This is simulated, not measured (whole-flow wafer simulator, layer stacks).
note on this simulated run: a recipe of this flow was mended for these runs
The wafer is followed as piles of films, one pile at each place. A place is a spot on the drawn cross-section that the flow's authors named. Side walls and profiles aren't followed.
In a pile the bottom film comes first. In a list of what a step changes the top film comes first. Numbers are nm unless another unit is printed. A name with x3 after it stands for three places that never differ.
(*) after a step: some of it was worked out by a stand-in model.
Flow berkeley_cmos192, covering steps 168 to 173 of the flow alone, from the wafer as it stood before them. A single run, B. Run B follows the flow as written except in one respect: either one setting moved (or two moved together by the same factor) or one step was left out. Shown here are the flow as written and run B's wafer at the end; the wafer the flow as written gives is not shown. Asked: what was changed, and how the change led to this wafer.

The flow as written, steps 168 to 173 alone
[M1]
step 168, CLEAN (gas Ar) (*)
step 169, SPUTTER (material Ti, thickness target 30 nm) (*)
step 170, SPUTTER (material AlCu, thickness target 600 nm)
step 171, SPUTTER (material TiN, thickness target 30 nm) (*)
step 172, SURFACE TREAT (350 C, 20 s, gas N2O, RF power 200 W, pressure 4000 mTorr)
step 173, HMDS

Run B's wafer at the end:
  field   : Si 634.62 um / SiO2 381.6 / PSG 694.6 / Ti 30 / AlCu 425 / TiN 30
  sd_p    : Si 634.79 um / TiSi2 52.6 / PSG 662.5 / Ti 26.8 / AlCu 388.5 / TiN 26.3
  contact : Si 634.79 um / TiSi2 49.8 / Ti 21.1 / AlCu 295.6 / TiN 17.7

What caused this: step 170, SPUTTER: thickness target 425 nm was run, while the flow as written has thickness target 600 nm.
The wafer itself shows it: field has AlCu 425, and step 170 as written asks for 600 nm.

How this came from the change, step by step:
  step 170, SPUTTER (material AlCu, thickness target 600 nm)
      field, sd_n, spacer_n, gate, spacer_p, gate_p, m1: AlCu gains 425 (new film) (it would be, as written: AlCu gains 600 (new film))
      sd_p: AlCu gains 388.5 (new film) (it would be, as written: AlCu gains 557.4 (new film))
      (and at 1 other place as well)
  step 171, SPUTTER (material TiN, thickness target 30 nm) (*)
      contact: TiN gains 17.7 (new film) (it would be, as written: TiN gains 16 (new film))
